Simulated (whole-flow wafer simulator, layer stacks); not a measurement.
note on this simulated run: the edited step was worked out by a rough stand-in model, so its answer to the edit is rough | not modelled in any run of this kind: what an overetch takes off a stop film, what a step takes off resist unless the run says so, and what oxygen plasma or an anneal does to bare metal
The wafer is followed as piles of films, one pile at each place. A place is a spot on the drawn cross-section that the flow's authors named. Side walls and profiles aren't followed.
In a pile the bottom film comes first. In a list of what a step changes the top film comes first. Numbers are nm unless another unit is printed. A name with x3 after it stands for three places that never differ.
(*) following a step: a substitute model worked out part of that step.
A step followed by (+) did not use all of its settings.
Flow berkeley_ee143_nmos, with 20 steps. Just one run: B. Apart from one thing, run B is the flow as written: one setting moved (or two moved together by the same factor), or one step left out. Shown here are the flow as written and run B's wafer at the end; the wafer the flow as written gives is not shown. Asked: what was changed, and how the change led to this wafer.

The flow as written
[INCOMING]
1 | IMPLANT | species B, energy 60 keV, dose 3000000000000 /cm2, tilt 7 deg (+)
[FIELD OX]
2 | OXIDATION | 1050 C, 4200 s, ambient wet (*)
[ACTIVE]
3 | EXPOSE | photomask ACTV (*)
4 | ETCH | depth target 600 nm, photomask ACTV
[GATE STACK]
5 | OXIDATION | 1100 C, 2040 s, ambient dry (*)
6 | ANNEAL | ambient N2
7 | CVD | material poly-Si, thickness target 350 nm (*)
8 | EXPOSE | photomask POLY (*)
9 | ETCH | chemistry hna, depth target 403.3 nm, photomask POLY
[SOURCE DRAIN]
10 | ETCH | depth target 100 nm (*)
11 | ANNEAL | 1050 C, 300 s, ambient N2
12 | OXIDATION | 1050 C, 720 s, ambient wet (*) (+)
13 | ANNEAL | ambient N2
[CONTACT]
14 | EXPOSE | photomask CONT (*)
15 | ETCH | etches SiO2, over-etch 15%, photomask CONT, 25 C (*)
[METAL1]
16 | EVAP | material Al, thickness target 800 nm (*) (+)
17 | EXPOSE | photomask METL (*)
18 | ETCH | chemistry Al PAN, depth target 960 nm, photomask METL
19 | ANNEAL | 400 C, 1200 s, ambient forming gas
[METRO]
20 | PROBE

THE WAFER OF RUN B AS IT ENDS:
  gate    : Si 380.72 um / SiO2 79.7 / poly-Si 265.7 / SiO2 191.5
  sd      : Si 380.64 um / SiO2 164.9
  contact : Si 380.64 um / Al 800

Cause: step 12, OXIDATION: 594 s was run, whereas the flow has 720 s.

Step by step, how the change led to this:
  12 | OXIDATION | 1050 C, 720 s, ambient wet (*) (+)
      sd, contact: SiO2 gains 164.9 (new film), Si loses 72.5 (as written it would have been: SiO2 gains 189.4 (new film), Si loses 83.4)
      gate: SiO2 gains 191.5 (new film), poly-Si loses 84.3 (as written it would have been: SiO2 gains 217.6 (new film), poly-Si loses 95.7)
      (also at 1 further place)
  15 | ETCH | etches SiO2, over-etch 15%, photomask CONT, 25 C (*)
      contact: SiO2 loses 164.9 (all of it) (as written it would have been: SiO2 loses 189.4 (all of it))
